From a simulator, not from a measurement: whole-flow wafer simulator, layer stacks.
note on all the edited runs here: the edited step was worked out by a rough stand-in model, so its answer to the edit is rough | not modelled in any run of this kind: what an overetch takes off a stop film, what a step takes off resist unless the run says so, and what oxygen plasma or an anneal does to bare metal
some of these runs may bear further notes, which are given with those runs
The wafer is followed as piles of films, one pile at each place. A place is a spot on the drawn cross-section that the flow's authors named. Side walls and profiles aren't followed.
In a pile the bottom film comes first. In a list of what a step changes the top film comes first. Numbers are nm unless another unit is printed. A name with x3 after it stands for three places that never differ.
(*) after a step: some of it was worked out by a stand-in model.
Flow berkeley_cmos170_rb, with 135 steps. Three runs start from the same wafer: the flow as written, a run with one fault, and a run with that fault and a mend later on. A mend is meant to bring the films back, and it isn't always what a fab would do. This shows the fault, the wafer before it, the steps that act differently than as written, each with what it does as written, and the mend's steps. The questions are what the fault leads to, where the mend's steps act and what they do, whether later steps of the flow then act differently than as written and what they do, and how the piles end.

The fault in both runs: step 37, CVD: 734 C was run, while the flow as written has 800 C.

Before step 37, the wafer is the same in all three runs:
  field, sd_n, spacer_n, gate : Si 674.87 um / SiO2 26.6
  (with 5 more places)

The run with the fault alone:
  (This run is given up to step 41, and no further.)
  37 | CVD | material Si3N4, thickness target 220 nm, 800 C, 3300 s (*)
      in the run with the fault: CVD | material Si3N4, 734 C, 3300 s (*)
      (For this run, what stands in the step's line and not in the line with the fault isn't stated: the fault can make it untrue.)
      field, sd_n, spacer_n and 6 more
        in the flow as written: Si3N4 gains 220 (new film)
        in the run with the fault: Si3N4 gains 73.2 (new film)
  Later steps of the flow up to step 41 that are run all act as written at every place that is followed.
  The piles after step 41 differ from the flow's at field, sd_n, spacer_n and 6 more by more than 2% or 0.5 nm, whichever is larger.
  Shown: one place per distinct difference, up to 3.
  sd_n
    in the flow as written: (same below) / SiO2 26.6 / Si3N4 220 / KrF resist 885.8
    in the run with the fault: (same below) / SiO2 26.6 / Si3N4 73.2 / KrF resist 885.8
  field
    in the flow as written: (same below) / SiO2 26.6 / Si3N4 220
    in the run with the fault: (same below) / SiO2 26.6 / Si3N4 73.2

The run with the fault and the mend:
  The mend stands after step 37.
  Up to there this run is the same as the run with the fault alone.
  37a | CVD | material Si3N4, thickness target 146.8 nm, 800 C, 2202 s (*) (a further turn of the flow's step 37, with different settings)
      field, sd_n, spacer_n and 6 more
        Si3N4 gains 146.8
  Later steps of the flow that are run all act as written at every place that is followed.
  By the end, the piles equal the flow's at every place that both follow.
